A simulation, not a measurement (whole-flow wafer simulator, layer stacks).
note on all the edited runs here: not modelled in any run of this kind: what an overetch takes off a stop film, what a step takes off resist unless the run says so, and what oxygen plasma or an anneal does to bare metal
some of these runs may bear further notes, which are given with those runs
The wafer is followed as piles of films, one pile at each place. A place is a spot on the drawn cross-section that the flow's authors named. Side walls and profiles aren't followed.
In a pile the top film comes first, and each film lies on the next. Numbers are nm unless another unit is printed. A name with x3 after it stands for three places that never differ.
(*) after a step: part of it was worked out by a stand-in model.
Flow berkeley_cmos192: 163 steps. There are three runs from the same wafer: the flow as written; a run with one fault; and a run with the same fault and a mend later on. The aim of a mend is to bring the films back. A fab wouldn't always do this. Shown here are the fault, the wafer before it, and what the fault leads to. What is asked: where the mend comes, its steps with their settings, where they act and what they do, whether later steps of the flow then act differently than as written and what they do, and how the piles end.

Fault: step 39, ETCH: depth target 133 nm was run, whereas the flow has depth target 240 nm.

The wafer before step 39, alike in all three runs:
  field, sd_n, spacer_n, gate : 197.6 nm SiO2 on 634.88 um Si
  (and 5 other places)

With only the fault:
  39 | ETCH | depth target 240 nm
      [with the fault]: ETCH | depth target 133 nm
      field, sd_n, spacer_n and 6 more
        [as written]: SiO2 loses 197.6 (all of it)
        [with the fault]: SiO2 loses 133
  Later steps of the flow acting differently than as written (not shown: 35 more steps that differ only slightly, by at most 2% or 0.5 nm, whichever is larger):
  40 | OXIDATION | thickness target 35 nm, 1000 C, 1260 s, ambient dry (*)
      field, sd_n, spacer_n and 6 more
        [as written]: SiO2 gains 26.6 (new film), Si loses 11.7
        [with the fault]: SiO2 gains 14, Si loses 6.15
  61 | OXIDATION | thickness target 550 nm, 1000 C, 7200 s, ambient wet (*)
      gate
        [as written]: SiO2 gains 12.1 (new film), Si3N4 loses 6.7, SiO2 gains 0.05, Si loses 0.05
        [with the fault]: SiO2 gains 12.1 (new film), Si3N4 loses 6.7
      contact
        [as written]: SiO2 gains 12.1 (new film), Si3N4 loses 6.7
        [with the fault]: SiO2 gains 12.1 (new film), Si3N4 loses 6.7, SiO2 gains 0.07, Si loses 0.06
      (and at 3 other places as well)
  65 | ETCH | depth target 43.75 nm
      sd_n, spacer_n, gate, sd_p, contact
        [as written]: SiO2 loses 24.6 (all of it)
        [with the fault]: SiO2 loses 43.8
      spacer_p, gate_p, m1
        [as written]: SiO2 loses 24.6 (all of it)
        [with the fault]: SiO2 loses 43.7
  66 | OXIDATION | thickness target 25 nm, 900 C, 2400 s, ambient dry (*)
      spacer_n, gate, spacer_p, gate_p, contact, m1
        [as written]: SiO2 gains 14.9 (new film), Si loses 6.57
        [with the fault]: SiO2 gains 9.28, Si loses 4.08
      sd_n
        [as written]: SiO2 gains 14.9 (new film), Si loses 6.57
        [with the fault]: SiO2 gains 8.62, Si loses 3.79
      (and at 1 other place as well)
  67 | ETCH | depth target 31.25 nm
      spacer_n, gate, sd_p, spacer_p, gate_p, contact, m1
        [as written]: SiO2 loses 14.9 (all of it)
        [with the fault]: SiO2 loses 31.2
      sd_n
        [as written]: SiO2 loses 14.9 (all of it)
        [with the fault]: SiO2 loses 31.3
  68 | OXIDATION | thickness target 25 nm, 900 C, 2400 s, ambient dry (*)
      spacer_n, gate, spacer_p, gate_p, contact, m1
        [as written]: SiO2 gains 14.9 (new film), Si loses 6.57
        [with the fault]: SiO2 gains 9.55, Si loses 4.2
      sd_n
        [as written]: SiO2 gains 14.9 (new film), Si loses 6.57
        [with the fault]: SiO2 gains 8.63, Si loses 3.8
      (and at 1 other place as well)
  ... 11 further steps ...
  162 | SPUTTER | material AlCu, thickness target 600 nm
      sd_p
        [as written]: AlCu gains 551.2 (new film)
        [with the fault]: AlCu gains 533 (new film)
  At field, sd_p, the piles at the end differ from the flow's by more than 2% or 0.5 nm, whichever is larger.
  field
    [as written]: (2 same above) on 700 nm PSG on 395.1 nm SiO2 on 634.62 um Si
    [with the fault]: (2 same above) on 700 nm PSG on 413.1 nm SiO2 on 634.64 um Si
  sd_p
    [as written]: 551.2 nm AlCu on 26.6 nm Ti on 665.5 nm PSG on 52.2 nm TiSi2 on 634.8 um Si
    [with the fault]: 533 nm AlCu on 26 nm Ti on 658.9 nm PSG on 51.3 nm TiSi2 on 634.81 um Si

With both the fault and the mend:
  After step 39 comes the mend.
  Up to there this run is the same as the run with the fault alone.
  39a | ETCH | depth target 107 nm (the flow's step 39 again, with other settings)
      field, sd_n, spacer_n and 6 more
        SiO2 loses 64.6 (all of it)
  Later steps of the flow that are run all act as written at every place that is followed.
  By the end, the piles equal the flow's at every place that both follow.
